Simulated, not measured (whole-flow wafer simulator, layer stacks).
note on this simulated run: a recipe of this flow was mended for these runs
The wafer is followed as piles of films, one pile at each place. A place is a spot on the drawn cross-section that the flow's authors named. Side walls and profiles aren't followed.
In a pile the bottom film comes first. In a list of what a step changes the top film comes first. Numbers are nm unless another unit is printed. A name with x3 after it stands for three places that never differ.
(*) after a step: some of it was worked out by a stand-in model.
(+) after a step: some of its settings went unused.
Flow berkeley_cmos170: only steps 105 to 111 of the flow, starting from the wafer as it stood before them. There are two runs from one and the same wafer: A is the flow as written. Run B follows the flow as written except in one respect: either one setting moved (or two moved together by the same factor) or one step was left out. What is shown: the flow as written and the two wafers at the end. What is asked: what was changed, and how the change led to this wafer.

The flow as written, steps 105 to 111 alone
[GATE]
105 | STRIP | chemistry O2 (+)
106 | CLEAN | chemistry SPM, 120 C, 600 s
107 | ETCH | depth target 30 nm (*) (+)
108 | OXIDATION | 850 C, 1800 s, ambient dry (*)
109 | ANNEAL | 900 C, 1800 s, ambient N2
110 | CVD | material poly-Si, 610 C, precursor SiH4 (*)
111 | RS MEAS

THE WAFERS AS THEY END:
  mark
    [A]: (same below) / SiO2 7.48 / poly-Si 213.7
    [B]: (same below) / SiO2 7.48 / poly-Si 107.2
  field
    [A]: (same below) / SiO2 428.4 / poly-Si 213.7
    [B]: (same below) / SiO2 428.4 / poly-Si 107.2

The reason: step 110, CVD: 578 C was run, whereas the flow has 610 C.

Step by step, how the change led to this:
  110 | CVD | material poly-Si, 610 C, precursor SiH4 (*)
      field, mark, sd_n and 10 more: A +213.7 poly-Si (new film) | B +107.2 poly-Si (new film)
